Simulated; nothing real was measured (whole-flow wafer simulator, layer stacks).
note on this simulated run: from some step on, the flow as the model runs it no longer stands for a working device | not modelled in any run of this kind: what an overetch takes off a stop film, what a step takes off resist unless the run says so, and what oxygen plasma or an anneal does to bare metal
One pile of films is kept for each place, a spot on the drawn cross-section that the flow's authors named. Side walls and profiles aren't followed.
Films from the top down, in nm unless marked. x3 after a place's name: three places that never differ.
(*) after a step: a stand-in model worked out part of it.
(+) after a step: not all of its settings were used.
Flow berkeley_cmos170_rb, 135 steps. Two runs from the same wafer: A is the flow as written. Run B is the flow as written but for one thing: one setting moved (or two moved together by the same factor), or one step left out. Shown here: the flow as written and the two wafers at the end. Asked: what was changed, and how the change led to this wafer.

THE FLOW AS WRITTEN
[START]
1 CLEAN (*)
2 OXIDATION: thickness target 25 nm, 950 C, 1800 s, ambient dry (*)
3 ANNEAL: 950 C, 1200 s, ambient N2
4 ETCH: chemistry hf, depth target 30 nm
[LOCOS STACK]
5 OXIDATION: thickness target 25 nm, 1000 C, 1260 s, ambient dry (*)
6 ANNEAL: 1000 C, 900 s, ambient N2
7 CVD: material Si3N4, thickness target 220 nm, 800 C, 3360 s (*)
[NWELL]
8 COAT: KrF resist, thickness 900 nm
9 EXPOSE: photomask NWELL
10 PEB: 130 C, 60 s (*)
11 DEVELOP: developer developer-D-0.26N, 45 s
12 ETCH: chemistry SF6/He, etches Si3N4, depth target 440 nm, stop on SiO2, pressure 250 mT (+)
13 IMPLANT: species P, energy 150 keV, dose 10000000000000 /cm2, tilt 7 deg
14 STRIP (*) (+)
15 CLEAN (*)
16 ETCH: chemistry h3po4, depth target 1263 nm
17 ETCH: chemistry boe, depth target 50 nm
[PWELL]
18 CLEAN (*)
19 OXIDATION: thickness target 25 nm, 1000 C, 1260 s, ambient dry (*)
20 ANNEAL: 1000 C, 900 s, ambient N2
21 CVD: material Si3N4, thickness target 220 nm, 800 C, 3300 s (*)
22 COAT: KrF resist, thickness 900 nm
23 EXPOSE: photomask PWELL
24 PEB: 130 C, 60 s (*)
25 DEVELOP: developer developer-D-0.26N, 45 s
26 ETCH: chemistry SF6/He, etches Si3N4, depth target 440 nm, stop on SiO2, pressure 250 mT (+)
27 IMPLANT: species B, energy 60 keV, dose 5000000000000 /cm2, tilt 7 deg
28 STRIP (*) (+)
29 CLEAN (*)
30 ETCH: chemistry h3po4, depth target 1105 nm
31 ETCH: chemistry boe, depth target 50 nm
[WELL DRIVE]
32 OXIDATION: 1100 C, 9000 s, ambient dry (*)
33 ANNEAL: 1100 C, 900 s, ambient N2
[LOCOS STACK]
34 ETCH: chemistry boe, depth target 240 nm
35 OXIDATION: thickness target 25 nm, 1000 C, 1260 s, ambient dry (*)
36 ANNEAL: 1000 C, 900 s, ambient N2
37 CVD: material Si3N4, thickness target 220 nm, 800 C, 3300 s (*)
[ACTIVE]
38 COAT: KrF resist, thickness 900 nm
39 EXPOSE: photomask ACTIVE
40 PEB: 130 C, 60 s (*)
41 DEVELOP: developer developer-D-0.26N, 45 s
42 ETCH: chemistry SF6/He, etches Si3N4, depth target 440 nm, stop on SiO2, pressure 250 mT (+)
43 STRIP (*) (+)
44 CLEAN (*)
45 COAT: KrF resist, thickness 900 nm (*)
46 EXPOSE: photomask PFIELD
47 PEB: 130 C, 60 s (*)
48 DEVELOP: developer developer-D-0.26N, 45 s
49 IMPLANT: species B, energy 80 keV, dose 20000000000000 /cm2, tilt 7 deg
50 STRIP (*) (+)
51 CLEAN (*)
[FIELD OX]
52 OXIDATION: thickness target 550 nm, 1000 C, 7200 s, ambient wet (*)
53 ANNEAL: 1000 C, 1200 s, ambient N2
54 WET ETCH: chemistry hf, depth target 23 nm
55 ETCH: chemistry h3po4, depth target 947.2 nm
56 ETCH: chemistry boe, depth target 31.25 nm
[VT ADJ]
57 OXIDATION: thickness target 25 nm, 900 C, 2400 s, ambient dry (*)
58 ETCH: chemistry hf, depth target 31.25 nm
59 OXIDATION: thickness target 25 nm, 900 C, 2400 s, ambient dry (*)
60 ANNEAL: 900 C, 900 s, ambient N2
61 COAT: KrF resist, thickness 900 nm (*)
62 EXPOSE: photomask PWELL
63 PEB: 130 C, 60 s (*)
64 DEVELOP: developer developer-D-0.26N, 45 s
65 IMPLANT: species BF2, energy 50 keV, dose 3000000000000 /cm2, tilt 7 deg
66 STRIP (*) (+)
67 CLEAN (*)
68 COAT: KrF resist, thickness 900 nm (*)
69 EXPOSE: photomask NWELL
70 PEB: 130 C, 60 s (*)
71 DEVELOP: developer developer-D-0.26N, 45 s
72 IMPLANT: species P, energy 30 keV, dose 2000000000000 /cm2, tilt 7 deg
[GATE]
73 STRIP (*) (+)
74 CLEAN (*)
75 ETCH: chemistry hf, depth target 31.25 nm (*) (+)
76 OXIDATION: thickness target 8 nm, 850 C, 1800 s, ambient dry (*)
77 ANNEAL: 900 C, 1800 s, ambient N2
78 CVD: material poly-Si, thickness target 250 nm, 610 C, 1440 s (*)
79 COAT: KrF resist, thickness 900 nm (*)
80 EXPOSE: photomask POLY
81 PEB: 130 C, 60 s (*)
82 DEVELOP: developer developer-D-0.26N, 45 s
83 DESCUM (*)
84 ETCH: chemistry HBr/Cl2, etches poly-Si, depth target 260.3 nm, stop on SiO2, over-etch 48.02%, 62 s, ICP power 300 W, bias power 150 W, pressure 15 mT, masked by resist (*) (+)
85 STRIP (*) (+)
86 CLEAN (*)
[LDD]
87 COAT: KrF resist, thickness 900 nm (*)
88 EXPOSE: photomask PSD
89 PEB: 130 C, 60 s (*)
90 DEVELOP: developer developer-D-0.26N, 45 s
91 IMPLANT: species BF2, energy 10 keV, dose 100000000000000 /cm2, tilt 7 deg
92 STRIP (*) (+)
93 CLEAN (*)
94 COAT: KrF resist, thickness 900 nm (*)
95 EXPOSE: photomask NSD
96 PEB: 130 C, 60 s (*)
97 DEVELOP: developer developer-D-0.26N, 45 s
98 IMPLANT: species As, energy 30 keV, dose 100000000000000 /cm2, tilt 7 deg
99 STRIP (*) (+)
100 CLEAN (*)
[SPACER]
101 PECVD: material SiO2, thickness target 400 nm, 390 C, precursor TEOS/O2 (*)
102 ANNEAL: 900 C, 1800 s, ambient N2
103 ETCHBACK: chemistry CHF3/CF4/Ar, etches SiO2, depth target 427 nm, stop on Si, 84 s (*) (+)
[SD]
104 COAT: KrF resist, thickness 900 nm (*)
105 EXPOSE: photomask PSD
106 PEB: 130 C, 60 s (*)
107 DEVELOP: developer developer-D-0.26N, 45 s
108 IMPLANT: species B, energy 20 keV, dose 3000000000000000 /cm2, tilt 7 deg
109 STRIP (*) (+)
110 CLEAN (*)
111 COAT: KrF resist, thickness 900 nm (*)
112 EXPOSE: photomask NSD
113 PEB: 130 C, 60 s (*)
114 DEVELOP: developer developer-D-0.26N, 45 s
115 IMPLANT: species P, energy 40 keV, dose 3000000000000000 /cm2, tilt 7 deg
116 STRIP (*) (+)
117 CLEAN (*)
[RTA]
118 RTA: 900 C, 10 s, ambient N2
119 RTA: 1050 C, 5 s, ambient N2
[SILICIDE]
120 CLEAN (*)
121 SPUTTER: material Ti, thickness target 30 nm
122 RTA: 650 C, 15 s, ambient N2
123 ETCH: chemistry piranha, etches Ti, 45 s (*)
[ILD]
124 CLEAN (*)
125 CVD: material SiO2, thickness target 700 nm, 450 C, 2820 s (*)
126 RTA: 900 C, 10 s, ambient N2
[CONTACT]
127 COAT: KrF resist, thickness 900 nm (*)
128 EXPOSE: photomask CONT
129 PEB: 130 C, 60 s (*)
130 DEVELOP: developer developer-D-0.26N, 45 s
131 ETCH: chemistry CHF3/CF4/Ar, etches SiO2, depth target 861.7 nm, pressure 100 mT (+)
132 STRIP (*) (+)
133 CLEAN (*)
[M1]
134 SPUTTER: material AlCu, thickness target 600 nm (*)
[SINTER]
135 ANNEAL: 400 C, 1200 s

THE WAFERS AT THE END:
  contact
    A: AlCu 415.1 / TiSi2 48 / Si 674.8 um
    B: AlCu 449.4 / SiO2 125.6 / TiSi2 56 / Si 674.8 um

The cause: step 131, ETCH: depth target 574.4 nm was run, where the flow has depth target 861.7 nm.

How the change led to this, step by step:
  131 ETCH: chemistry CHF3/CF4/Ar, etches SiO2, depth target 861.7 nm, pressure 100 mT (+)
      contact: A SiO2 -700 (all of it), TiSi2 -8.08 | B SiO2 -574.4
      field, sd_n, spacer_n, gate, sd_p, spacer_p, gate_p, m1: A KrF resist -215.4 | B KrF resist -143.6
  132 STRIP (*) (+)
      field: A KrF resist -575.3 (all of it) | B KrF resist -647.1 (all of it)
      sd_n: A KrF resist -780.4 (all of it) | B KrF resist -852.2 (all of it)
      (and at 6 more places)
  134 SPUTTER: material AlCu, thickness target 600 nm (*)
      contact: A AlCu +415.1 (new film) | B AlCu +449.4 (new film)
